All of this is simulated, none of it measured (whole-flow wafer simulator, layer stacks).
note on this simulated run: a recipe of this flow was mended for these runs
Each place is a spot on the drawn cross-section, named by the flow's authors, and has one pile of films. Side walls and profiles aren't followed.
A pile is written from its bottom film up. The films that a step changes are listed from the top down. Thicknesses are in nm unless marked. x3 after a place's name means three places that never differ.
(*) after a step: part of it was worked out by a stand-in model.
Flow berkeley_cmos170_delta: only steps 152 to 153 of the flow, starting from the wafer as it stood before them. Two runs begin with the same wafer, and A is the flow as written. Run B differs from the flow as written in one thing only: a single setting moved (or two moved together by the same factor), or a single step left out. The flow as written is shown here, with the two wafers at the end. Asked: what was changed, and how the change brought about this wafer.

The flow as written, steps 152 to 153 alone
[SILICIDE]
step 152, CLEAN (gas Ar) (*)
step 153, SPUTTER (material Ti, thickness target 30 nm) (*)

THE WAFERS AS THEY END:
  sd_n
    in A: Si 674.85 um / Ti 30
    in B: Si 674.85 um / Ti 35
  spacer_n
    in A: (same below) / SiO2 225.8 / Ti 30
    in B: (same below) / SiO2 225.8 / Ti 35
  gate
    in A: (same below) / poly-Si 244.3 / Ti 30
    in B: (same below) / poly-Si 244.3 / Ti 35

The reason: step 153, SPUTTER: thickness target 35 nm was run, while the flow as written has thickness target 30 nm.
One can read it off the wafer: sd_n has Ti 35, and step 153 as written asks for 30 nm.

How this came from the change, step by step:
  step 153, SPUTTER (material Ti, thickness target 30 nm) (*)
      field, sd_n, spacer_n, gate, spacer_p, gate_p, contact x2: A +30 Ti (new film) | B +35 Ti (new film)
      sd_p: A +27.5 Ti (new film) | B +32.1 Ti (new film)
